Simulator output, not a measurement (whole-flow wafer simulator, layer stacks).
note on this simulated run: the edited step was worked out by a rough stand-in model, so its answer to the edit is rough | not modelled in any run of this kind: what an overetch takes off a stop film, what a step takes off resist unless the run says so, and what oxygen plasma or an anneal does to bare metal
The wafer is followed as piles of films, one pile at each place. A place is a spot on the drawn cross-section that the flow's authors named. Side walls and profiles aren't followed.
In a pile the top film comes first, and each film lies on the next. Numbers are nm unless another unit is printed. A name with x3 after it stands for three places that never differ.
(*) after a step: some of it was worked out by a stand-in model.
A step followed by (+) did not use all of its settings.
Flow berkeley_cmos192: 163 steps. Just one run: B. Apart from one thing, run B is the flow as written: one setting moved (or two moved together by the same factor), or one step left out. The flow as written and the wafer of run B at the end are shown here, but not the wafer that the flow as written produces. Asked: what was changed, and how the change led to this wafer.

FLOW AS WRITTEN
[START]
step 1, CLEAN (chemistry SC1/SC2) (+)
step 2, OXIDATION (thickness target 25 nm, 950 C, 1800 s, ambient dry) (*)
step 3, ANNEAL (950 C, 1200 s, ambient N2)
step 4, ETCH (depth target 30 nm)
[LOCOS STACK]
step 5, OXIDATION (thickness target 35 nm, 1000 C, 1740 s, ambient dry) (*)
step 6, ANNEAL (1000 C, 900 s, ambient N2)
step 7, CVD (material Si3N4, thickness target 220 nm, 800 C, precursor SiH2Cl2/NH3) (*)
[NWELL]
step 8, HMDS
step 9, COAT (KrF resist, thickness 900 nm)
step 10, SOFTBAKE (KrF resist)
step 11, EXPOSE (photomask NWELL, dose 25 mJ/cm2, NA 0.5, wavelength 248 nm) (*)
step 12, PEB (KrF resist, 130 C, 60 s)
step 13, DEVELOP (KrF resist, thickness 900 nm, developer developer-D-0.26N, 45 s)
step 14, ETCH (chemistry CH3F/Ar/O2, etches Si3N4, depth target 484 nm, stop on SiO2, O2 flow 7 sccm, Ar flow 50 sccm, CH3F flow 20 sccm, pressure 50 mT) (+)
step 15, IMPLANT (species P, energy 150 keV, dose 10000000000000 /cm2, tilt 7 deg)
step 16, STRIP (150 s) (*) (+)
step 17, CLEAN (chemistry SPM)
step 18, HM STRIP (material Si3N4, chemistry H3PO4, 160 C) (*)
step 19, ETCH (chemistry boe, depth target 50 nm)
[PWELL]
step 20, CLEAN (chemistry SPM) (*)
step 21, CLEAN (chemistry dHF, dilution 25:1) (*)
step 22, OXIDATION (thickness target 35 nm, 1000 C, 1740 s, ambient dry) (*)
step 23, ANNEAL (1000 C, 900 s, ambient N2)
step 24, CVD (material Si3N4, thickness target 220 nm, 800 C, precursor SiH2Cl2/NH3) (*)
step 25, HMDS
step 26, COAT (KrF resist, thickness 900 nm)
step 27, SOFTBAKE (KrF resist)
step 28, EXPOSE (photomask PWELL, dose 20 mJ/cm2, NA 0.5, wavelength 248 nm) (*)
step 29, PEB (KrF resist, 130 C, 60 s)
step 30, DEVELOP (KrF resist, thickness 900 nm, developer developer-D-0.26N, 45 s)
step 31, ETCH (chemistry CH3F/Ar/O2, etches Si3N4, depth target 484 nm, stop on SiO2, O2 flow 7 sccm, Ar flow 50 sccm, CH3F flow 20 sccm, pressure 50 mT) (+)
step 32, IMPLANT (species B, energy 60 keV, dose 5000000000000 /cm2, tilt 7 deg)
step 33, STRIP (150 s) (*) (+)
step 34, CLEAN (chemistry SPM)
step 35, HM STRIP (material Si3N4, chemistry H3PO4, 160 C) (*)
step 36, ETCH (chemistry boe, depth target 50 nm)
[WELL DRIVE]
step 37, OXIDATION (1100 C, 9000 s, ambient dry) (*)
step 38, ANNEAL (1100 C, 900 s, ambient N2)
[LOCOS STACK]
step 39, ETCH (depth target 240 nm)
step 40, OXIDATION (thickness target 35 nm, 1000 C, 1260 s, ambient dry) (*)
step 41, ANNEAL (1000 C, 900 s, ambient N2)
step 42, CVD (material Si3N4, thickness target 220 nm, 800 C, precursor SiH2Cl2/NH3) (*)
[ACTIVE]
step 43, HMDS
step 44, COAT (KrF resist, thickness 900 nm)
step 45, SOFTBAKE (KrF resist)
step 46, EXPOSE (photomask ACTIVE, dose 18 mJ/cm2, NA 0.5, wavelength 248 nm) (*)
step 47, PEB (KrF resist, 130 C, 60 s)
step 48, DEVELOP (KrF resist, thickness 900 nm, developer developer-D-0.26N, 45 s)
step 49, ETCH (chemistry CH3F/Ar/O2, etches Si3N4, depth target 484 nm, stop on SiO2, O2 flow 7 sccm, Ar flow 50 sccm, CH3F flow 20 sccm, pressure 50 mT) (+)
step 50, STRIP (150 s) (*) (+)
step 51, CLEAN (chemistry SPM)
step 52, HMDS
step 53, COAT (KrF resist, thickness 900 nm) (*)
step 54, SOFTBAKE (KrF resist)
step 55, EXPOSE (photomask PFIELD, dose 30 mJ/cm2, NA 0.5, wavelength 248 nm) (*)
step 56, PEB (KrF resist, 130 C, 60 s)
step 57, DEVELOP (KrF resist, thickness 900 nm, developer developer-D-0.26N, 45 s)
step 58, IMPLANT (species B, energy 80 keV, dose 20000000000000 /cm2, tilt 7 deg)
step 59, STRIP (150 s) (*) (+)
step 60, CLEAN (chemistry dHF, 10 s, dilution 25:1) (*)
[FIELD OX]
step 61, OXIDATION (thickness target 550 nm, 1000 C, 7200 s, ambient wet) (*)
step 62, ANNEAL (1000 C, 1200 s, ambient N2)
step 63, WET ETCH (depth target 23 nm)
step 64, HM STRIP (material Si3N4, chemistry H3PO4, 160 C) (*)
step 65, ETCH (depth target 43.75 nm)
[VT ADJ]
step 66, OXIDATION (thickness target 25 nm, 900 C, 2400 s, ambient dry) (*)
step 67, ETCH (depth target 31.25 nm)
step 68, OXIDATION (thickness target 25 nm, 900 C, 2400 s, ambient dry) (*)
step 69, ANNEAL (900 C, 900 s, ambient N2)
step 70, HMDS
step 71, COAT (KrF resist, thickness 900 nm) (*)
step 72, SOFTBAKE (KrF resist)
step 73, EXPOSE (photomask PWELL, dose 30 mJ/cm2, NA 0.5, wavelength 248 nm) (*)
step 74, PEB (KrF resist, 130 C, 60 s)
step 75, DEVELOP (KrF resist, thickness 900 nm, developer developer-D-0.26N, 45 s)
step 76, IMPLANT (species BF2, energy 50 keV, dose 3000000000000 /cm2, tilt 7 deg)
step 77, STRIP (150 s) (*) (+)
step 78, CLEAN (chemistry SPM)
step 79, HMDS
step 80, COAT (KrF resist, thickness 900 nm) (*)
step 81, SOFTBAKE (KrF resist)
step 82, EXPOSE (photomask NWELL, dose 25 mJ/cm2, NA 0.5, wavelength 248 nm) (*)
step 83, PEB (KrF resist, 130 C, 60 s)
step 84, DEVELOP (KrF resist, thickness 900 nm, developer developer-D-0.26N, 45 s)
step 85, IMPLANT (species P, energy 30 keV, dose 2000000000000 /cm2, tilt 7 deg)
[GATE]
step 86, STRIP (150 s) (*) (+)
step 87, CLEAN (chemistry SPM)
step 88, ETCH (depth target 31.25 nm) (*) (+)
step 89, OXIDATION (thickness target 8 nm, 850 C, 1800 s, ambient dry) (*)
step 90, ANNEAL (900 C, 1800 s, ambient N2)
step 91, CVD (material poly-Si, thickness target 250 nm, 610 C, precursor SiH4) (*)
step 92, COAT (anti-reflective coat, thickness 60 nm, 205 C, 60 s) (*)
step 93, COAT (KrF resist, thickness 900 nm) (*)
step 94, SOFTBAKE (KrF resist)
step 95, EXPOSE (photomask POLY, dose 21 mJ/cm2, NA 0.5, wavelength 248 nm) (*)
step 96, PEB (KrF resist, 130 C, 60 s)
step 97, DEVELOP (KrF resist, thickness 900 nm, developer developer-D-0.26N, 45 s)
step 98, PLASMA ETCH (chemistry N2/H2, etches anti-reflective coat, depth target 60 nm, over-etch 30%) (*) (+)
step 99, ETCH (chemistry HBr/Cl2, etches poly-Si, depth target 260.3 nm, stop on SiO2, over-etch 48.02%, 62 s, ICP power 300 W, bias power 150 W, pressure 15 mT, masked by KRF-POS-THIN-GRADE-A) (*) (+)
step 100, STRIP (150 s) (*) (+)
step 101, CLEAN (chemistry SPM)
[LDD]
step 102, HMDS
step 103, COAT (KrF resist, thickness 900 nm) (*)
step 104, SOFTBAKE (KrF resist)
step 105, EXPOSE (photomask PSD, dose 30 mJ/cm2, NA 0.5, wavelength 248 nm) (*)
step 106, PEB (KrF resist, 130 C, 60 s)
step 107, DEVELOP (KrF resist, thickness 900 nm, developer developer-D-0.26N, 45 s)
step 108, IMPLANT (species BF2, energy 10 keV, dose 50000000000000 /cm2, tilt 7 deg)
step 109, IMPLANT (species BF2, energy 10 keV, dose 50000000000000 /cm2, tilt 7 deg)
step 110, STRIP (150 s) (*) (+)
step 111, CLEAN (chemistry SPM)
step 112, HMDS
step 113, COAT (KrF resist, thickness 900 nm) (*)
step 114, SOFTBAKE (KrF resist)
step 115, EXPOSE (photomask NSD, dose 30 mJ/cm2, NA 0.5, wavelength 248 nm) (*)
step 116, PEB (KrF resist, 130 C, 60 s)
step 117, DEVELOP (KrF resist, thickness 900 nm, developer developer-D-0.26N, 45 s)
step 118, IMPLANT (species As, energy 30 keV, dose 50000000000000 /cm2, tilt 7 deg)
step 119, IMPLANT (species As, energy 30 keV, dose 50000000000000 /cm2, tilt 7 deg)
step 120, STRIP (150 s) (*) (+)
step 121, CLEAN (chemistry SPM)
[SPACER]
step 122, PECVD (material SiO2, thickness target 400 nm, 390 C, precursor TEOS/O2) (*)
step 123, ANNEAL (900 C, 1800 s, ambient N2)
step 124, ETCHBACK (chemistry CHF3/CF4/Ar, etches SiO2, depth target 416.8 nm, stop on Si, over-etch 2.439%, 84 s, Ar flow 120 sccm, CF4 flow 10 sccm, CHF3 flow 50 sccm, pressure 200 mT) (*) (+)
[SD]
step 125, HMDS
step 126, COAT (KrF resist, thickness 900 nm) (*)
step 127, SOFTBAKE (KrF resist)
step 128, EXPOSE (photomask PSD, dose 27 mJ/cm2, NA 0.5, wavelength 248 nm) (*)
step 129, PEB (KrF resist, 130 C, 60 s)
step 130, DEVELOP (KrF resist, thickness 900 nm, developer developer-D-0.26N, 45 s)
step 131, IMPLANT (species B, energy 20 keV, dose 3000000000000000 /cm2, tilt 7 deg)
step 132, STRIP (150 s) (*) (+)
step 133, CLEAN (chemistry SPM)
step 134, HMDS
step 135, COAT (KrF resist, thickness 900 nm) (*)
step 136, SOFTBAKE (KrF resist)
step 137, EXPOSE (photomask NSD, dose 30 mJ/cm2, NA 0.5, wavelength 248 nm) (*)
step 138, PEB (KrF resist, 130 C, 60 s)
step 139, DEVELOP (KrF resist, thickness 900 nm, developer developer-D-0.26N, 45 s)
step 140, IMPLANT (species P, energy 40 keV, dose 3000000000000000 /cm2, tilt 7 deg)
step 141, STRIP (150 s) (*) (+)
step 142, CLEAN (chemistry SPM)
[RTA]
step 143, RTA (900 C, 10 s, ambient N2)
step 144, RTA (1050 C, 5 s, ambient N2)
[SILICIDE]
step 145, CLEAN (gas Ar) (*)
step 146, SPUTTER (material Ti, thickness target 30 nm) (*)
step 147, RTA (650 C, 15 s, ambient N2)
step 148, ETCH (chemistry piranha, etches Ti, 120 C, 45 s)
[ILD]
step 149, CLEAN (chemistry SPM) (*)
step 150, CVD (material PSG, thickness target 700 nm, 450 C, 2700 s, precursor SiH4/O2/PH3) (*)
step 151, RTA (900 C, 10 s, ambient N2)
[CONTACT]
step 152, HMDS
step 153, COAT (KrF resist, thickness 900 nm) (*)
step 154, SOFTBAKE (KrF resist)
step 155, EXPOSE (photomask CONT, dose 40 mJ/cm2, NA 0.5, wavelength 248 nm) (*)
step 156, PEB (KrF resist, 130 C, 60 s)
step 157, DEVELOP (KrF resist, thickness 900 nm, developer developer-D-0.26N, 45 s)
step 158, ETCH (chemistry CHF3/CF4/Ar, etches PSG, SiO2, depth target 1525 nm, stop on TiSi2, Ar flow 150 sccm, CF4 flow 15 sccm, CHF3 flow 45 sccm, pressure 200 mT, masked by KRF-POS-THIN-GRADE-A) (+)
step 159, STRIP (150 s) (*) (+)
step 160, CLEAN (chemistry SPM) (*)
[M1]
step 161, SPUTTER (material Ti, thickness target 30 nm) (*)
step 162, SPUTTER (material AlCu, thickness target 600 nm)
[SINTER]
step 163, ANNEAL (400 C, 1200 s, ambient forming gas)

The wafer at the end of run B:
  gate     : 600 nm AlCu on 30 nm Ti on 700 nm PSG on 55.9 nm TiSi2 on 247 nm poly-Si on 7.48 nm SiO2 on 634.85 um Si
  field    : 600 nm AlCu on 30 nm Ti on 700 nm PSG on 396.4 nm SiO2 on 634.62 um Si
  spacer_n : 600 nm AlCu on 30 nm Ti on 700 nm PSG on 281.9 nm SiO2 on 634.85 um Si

What caused this: step 91, CVD: thickness target 306 nm was run, though the flow has thickness target 250 nm.

How this came from the change, step by step:
  step 91, CVD (material poly-Si, thickness target 250 nm, 610 C, precursor SiH4) (*)
      field, sd_n, spacer_n and 6 more: poly-Si gains 306 (new film) (in the flow as written it would be: poly-Si gains 250 (new film))
  step 92, COAT (anti-reflective coat, thickness 60 nm, 205 C, 60 s) (*)
      contact: anti-reflective coat gains 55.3 (new film) (in the flow as written it would be: anti-reflective coat gains 54 (new film))
  step 98, PLASMA ETCH (chemistry N2/H2, etches anti-reflective coat, depth target 60 nm, over-etch 30%) (*) (+)
      contact: anti-reflective coat loses 55.3 (all of it), poly-Si loses 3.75 (in the flow as written it would be: anti-reflective coat loses 54 (all of it), poly-Si loses 3.7)
  step 99, ETCH (chemistry HBr/Cl2, etches poly-Si, depth target 260.3 nm, stop on SiO2, over-etch 48.02%, 62 s, ICP power 300 W, bias power 150 W, pressure 15 mT, masked by KRF-POS-THIN-GRADE-A) (*) (+)
      spacer_n, spacer_p: poly-Si loses 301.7 (all of it), SiO2 loses 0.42 (in the flow as written it would be: poly-Si loses 245.8 (all of it), SiO2 loses 1.74)
      field: poly-Si loses 301.8 (all of it), SiO2 loses 0.42 (in the flow as written it would be: poly-Si loses 245.8 (all of it), SiO2 loses 1.74)
      (as well as at 4 more places)
  step 103, COAT (KrF resist, thickness 900 nm) (*)
      gate: KrF resist gains 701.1 (new film) (in the flow as written it would be: KrF resist gains 748 (new film))
      gate_p: KrF resist gains 697.2 (new film) (in the flow as written it would be: KrF resist gains 744.1 (new film))
  step 107, DEVELOP (KrF resist, thickness 900 nm, developer developer-D-0.26N, 45 s)
      gate_p: KrF resist loses 696.1 (all of it) (in the flow as written it would be: KrF resist loses 742.9 (all of it))
  step 110, STRIP (150 s) (*) (+)
      gate: KrF resist loses 685.8 (all of it), chemical SiO2 gains 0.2, poly-Si loses 0.09 (in the flow as written it would be: KrF resist loses 732.7 (all of it), chemical SiO2 gains 0.2, poly-Si loses 0.09)
  step 113, COAT (KrF resist, thickness 900 nm) (*)
      gate: KrF resist gains 701 (new film) (in the flow as written it would be: KrF resist gains 747.9 (new film))
      gate_p: KrF resist gains 697.1 (new film) (in the flow as written it would be: KrF resist gains 743.9 (new film))
  step 117, DEVELOP (KrF resist, thickness 900 nm, developer developer-D-0.26N, 45 s)
      gate: KrF resist loses 699.9 (all of it) (in the flow as written it would be: KrF resist loses 746.8 (all of it))
  step 120, STRIP (150 s) (*) (+)
      gate_p: KrF resist loses 681.8 (all of it), chemical SiO2 gains 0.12, poly-Si loses 0.05 (in the flow as written it would be: KrF resist loses 728.6 (all of it), chemical SiO2 gains 0.12, poly-Si loses 0.05)
  step 124, ETCHBACK (chemistry CHF3/CF4/Ar, etches SiO2, depth target 416.8 nm, stop on Si, over-etch 2.439%, 84 s, Ar flow 120 sccm, CF4 flow 10 sccm, CHF3 flow 50 sccm, pressure 200 mT) (*) (+)
      spacer_n: SiO2 loses 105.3 (in the flow as written it would be: SiO2 loses 160)
      spacer_p: SiO2 loses 105.2 (in the flow as written it would be: SiO2 loses 159.9)
  step 126, COAT (KrF resist, thickness 900 nm) (*)
      spacer_n: KrF resist gains 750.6 (new film) (in the flow as written it would be: KrF resist gains 791.6 (new film))
      gate: KrF resist gains 731.4 (new film) (in the flow as written it would be: KrF resist gains 771.5 (new film))
      (as well as at 2 more places)
  step 130, DEVELOP (KrF resist, thickness 900 nm, developer developer-D-0.26N, 45 s)
      spacer_p: KrF resist loses 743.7 (all of it) (in the flow as written it would be: KrF resist loses 784.6 (all of it))
      gate_p: KrF resist loses 724.4 (all of it) (in the flow as written it would be: KrF resist loses 764.3 (all of it))
  step 132, STRIP (150 s) (*) (+)
      spacer_n: KrF resist loses 735.2 (all of it) (in the flow as written it would be: KrF resist loses 776.1 (all of it))
      gate: chemical SiO2 gains 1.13 (new film), KrF resist loses 716.1 (all of it), poly-Si loses 0.5 (in the flow as written it would be: chemical SiO2 gains 1.13 (new film), KrF resist loses 756.1 (all of it), poly-Si loses 0.5)
  step 135, COAT (KrF resist, thickness 900 nm) (*)
      spacer_n: KrF resist gains 750.8 (new film) (in the flow as written it would be: KrF resist gains 791.1 (new film))
      gate: KrF resist gains 731 (new film) (in the flow as written it would be: KrF resist gains 770.3 (new film))
      (as well as at 2 more places)
  step 139, DEVELOP (KrF resist, thickness 900 nm, developer developer-D-0.26N, 45 s)
      spacer_n: KrF resist loses 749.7 (all of it) (in the flow as written it would be: KrF resist loses 789.9 (all of it))
      gate: KrF resist loses 729.9 (all of it) (in the flow as written it would be: KrF resist loses 769.1 (all of it))
  ... another 2 steps ...
  step 159, STRIP (150 s) (*) (+)
      spacer_n: KrF resist loses 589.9 (all of it) (in the flow as written it would be: KrF resist loses 620.3 (all of it))
      gate: KrF resist loses 573.3 (all of it) (in the flow as written it would be: KrF resist loses 600.1 (all of it))
      (as well as at 2 more places)
